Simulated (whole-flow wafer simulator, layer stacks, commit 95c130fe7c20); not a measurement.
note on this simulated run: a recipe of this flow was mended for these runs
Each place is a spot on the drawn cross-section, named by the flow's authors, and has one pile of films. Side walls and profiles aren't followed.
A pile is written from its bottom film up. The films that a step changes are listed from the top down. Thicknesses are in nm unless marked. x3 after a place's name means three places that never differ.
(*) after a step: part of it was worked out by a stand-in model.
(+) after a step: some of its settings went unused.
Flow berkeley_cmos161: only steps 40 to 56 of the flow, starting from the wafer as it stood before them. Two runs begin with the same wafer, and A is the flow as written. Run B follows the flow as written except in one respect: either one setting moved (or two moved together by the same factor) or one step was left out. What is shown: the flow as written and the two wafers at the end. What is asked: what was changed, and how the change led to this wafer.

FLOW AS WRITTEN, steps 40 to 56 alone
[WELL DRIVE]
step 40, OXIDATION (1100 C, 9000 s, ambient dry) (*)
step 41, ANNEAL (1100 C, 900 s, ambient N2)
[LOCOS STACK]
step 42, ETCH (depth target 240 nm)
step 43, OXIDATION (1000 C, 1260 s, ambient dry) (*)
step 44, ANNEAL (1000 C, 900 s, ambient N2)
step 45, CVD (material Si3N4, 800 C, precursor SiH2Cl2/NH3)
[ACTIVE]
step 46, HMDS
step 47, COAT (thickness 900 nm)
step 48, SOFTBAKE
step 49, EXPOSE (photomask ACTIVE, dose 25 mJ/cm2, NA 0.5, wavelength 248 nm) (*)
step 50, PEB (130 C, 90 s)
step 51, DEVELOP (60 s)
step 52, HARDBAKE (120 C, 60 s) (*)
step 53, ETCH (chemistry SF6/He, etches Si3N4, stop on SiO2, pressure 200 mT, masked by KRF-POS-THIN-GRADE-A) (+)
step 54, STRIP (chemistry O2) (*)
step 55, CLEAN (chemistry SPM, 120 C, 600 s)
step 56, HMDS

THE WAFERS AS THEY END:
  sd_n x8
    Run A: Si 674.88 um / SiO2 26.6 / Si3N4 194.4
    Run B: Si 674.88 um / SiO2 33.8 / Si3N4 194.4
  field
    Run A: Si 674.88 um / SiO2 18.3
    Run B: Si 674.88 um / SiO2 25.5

Cause: step 42, ETCH: depth target 187 nm was run, whereas the flow has depth target 240 nm.

Step by step, how the change led to this:
  step 42, ETCH (depth target 240 nm)
      field, sd_n x8: A -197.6 SiO2 (all of it) | B -187 SiO2
  step 43, OXIDATION (1000 C, 1260 s, ambient dry) (*)
      field, sd_n x8: A +26.6 SiO2 (new film), -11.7 Si | B +23.2 SiO2, -10.2 Si
